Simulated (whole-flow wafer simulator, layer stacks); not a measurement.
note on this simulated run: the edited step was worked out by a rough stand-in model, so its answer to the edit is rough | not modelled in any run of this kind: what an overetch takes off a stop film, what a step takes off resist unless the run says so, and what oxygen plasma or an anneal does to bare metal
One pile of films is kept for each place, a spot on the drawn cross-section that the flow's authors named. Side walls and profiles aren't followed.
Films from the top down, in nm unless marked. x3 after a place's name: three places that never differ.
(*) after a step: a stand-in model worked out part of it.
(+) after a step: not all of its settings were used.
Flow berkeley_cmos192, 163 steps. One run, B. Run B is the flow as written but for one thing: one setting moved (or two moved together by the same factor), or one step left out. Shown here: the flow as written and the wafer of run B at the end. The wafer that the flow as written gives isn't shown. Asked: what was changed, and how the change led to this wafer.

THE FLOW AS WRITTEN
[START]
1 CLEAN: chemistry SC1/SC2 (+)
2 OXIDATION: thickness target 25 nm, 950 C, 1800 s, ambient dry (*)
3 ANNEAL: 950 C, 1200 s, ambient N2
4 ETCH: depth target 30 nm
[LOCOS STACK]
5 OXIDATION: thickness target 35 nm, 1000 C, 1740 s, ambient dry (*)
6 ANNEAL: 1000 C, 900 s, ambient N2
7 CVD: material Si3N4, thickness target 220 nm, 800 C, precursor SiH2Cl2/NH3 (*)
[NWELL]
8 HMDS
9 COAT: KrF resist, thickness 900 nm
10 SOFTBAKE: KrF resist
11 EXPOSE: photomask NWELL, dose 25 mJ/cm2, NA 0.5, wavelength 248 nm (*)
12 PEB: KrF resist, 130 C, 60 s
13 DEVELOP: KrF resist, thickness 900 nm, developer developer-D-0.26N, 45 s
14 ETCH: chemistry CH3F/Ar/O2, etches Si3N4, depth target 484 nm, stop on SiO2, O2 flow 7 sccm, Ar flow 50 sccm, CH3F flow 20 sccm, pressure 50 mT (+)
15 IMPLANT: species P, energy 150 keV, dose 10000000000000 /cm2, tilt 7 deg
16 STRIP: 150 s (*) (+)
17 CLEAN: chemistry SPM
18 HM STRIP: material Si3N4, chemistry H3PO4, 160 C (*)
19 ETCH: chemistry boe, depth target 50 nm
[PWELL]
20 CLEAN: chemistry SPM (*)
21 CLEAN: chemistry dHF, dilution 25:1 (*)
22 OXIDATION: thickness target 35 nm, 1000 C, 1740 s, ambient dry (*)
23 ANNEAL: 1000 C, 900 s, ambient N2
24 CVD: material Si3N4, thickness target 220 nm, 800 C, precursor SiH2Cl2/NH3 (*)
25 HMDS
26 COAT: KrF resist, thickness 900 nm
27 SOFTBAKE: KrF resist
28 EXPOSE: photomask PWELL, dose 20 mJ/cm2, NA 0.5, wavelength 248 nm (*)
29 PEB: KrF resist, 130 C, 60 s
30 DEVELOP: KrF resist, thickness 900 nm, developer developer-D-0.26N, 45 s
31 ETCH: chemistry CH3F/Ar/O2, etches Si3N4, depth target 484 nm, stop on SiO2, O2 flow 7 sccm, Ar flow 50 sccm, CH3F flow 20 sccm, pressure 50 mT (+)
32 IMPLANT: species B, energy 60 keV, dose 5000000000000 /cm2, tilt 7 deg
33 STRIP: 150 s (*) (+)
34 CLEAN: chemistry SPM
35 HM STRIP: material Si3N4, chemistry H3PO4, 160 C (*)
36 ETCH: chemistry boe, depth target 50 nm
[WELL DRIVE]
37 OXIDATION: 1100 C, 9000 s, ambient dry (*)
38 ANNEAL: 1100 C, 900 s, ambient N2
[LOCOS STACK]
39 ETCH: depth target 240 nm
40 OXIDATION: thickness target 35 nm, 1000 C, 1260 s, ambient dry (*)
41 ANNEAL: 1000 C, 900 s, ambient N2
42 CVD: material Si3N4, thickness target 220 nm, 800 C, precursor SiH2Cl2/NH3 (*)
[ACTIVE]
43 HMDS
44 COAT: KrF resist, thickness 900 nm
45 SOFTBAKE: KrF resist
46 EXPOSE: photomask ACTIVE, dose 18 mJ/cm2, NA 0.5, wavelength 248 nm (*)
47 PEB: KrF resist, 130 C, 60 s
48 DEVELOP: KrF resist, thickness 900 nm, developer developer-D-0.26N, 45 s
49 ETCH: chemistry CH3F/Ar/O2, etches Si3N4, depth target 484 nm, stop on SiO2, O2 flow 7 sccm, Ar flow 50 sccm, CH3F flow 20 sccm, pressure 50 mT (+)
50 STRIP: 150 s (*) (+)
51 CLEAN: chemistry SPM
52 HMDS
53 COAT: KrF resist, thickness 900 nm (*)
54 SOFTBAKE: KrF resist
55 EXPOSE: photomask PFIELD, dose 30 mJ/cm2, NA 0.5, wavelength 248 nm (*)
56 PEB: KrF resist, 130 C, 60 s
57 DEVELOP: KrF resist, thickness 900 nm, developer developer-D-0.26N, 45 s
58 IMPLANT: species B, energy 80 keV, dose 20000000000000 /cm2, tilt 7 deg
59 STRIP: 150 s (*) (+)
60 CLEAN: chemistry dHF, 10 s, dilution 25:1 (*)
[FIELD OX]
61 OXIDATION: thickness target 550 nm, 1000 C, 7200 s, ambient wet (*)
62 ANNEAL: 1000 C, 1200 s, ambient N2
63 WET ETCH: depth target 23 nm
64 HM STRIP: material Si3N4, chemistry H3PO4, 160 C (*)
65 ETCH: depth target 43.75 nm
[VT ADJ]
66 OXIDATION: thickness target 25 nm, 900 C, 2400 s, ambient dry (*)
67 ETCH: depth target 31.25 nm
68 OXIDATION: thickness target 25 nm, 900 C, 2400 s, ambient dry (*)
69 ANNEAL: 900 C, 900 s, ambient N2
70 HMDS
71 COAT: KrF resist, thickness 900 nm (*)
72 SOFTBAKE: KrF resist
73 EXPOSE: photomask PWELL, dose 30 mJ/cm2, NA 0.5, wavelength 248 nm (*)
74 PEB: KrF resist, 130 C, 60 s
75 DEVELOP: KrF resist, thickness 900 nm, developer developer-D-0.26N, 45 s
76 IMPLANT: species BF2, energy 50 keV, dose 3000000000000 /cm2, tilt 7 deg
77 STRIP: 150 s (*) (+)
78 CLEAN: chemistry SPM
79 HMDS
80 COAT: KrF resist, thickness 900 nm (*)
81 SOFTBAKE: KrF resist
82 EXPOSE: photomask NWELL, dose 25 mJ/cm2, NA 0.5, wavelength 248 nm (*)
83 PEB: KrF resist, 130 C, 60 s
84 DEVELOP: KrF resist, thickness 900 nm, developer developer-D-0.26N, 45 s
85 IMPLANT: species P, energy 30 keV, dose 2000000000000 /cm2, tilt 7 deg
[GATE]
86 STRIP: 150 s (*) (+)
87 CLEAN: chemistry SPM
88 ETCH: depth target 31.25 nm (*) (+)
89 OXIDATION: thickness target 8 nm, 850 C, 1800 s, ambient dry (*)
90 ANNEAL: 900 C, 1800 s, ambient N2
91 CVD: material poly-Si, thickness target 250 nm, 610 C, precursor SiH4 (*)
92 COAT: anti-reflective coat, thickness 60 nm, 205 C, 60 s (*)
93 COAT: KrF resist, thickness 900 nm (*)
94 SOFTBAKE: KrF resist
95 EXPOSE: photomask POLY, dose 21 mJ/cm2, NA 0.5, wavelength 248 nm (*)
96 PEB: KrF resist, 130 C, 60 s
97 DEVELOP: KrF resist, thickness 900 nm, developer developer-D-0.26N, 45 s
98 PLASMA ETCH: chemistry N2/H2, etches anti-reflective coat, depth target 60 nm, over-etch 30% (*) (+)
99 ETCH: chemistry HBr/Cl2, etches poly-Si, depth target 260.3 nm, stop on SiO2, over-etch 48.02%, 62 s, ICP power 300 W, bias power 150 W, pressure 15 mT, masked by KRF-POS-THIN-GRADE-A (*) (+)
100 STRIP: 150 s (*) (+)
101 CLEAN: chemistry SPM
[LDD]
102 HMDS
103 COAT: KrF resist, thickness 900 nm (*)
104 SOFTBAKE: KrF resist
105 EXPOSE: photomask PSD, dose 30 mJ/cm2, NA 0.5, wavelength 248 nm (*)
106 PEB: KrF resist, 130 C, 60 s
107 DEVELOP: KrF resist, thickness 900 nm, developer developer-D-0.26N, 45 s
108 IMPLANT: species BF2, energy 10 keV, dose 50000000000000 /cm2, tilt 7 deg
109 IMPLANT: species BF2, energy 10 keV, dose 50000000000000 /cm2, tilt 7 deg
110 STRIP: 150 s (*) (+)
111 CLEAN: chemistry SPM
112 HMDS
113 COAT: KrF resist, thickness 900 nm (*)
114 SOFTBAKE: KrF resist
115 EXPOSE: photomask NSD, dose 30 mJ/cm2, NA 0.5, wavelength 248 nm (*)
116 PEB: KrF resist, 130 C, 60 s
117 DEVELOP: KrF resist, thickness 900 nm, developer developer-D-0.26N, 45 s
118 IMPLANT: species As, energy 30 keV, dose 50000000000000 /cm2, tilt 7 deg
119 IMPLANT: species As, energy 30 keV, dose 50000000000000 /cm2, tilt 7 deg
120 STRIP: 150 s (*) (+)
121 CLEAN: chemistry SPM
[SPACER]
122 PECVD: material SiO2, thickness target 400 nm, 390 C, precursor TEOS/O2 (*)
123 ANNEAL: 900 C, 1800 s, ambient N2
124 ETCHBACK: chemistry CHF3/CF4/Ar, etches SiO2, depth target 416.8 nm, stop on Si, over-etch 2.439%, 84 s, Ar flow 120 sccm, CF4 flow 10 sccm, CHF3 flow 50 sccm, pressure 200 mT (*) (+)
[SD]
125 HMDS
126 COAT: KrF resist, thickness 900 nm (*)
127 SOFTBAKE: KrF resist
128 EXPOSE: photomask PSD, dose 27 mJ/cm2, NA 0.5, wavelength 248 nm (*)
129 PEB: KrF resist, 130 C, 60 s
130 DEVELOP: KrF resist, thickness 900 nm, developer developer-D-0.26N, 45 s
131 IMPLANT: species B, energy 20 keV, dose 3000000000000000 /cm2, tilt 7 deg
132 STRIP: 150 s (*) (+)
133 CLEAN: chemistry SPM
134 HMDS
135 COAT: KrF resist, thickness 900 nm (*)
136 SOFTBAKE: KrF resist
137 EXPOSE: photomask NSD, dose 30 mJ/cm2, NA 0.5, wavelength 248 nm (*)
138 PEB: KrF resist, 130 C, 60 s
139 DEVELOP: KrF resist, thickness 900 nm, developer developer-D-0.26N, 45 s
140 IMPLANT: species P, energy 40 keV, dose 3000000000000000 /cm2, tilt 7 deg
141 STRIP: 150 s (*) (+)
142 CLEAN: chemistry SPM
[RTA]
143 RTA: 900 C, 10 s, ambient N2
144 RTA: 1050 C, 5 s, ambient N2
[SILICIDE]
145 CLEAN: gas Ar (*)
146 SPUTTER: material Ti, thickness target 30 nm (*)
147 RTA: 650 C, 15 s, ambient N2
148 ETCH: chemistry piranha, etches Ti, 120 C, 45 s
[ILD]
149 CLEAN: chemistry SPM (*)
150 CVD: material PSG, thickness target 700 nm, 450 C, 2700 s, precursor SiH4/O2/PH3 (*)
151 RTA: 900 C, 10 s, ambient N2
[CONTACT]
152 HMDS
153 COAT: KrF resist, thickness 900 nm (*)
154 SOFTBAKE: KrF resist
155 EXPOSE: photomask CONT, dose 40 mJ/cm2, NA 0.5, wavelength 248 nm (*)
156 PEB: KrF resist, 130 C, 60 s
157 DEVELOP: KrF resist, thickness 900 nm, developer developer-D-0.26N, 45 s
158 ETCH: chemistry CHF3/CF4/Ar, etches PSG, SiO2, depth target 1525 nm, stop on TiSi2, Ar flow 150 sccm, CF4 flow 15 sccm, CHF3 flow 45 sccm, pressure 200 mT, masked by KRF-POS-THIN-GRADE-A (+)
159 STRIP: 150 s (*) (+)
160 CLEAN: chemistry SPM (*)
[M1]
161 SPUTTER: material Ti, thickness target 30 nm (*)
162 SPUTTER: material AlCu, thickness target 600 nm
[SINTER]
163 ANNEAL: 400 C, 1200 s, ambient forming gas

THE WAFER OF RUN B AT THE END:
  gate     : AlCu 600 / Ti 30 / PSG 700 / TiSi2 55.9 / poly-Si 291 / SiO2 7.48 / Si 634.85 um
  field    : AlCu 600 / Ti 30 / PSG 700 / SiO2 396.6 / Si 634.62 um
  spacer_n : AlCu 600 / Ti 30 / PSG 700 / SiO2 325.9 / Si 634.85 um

The cause: step 91, CVD: thickness target 350 nm was run, where the flow has thickness target 250 nm.

How the change led to this, step by step:
  91 CVD: material poly-Si, thickness target 250 nm, 610 C, precursor SiH4 (*)
      field, sd_n, spacer_n and 6 more: poly-Si +350 (new film) (as written it would be: poly-Si +250 (new film))
  92 COAT: anti-reflective coat, thickness 60 nm, 205 C, 60 s (*)
      field: anti-reflective coat +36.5 (new film) (as written it would be: anti-reflective coat +35.3 (new film))
      sd_n: anti-reflective coat +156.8 (new film) (as written it would be: anti-reflective coat +152.4 (new film))
      (and at 1 more place)
  98 PLASMA ETCH: chemistry N2/H2, etches anti-reflective coat, depth target 60 nm, over-etch 30% (*) (+)
      field: anti-reflective coat -36.5 (all of it), poly-Si -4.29 (as written it would be: anti-reflective coat -35.3 (all of it), poly-Si -4.18)
      sd_n: anti-reflective coat -156.8 (all of it), poly-Si -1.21 (as written it would be: anti-reflective coat -152.4 (all of it), poly-Si -1.17)
      (and at 1 more place)
  99 ETCH: chemistry HBr/Cl2, etches poly-Si, depth target 260.3 nm, stop on SiO2, over-etch 48.02%, 62 s, ICP power 300 W, bias power 150 W, pressure 15 mT, masked by KRF-POS-THIN-GRADE-A (*) (+)
      field, spacer_n: poly-Si -345.7 (all of it), SiO2 -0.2 (as written it would be: poly-Si -245.8 (all of it), SiO2 -1.74)
      sd_n: poly-Si -348.8 (all of it), SiO2 -0.18 (as written it would be: poly-Si -248.8 (all of it), SiO2 -1.51)
      (and at 4 more places)
  103 COAT: KrF resist, thickness 900 nm (*)
      gate: KrF resist +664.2 (new film) (as written it would be: KrF resist +748 (new film))
      gate_p: KrF resist +660.3 (new film) (as written it would be: KrF resist +744.1 (new film))
  107 DEVELOP: KrF resist, thickness 900 nm, developer developer-D-0.26N, 45 s
      gate_p: KrF resist -659.3 (all of it) (as written it would be: KrF resist -742.9 (all of it))
  110 STRIP: 150 s (*) (+)
      gate: KrF resist -649 (all of it), chemical SiO2 +0.2, poly-Si -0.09 (as written it would be: KrF resist -732.7 (all of it), chemical SiO2 +0.2, poly-Si -0.09)
  113 COAT: KrF resist, thickness 900 nm (*)
      gate: KrF resist +664.1 (new film) (as written it would be: KrF resist +747.9 (new film))
      gate_p: KrF resist +660.1 (new film) (as written it would be: KrF resist +743.9 (new film))
  117 DEVELOP: KrF resist, thickness 900 nm, developer developer-D-0.26N, 45 s
      gate: KrF resist -663.1 (all of it) (as written it would be: KrF resist -746.8 (all of it))
  120 STRIP: 150 s (*) (+)
      gate_p: KrF resist -644.9 (all of it), chemical SiO2 +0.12, poly-Si -0.05 (as written it would be: KrF resist -728.6 (all of it), chemical SiO2 +0.12, poly-Si -0.05)
  124 ETCHBACK: chemistry CHF3/CF4/Ar, etches SiO2, depth target 416.8 nm, stop on Si, over-etch 2.439%, 84 s, Ar flow 120 sccm, CF4 flow 10 sccm, CHF3 flow 50 sccm, pressure 200 mT (*) (+)
      spacer_n: SiO2 -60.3 (as written it would be: SiO2 -160)
      spacer_p: SiO2 -60.3 (as written it would be: SiO2 -159.9)
  126 COAT: KrF resist, thickness 900 nm (*)
      spacer_n: KrF resist +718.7 (new film) (as written it would be: KrF resist +791.6 (new film))
      gate: KrF resist +700.3 (new film) (as written it would be: KrF resist +771.5 (new film))
      (and at 2 more places)
  130 DEVELOP: KrF resist, thickness 900 nm, developer developer-D-0.26N, 45 s
      spacer_p: KrF resist -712 (all of it) (as written it would be: KrF resist -784.6 (all of it))
      gate_p: KrF resist -693.5 (all of it) (as written it would be: KrF resist -764.3 (all of it))
  132 STRIP: 150 s (*) (+)
      spacer_n: KrF resist -703.4 (all of it) (as written it would be: KrF resist -776.1 (all of it))
      gate: chemical SiO2 +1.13 (new film), KrF resist -685.1 (all of it), poly-Si -0.5 (as written it would be: chemical SiO2 +1.13 (new film), KrF resist -756.1 (all of it), poly-Si -0.5)
  135 COAT: KrF resist, thickness 900 nm (*)
      spacer_n: KrF resist +718.9 (new film) (as written it would be: KrF resist +791.1 (new film))
      gate: KrF resist +699.9 (new film) (as written it would be: KrF resist +770.3 (new film))
      (and at 2 more places)
  139 DEVELOP: KrF resist, thickness 900 nm, developer developer-D-0.26N, 45 s
      spacer_n: KrF resist -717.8 (all of it) (as written it would be: KrF resist -789.9 (all of it))
      gate: KrF resist -698.9 (all of it) (as written it would be: KrF resist -769.1 (all of it))
  ... 2 more steps ...
  159 STRIP: 150 s (*) (+)
      spacer_n: KrF resist -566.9 (all of it) (as written it would be: KrF resist -620.3 (all of it))
      gate: KrF resist -553.4 (all of it) (as written it would be: KrF resist -600.1 (all of it))
      (and at 3 more places)
